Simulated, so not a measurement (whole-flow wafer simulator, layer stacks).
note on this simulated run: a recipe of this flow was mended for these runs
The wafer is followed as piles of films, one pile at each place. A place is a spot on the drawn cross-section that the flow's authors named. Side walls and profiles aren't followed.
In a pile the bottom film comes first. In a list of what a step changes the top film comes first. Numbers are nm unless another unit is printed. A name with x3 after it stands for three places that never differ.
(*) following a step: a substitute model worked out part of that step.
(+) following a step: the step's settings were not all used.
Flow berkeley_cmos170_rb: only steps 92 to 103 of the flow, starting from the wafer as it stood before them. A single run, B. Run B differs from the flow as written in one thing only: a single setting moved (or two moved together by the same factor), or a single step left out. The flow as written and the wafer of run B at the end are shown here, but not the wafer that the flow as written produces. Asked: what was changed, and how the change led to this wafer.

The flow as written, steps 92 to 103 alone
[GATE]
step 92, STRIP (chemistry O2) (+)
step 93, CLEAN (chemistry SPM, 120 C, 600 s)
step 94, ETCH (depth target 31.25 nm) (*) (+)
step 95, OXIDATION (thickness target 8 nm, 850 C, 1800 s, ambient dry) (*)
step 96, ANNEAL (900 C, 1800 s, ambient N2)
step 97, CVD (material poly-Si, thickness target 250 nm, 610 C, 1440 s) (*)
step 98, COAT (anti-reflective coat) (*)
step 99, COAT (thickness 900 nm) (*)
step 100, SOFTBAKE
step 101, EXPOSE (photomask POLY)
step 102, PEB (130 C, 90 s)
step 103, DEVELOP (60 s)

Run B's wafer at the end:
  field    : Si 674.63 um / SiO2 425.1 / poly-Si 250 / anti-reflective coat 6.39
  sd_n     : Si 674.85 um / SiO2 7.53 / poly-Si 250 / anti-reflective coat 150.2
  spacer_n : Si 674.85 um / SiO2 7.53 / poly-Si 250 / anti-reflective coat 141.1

Cause: step 94, ETCH: depth target 38 nm was run, whereas the flow has depth target 31.25 nm.

How this came from the change, step by step:
  step 94, ETCH (depth target 31.25 nm) (*) (+)
      field: SiO2 loses 38 (as written it would have been: SiO2 loses 31.2)
  step 98, COAT (anti-reflective coat) (*)
      sd_n: anti-reflective coat gains 150.2 (new film) (as written it would have been: anti-reflective coat gains 154.3 (new film))
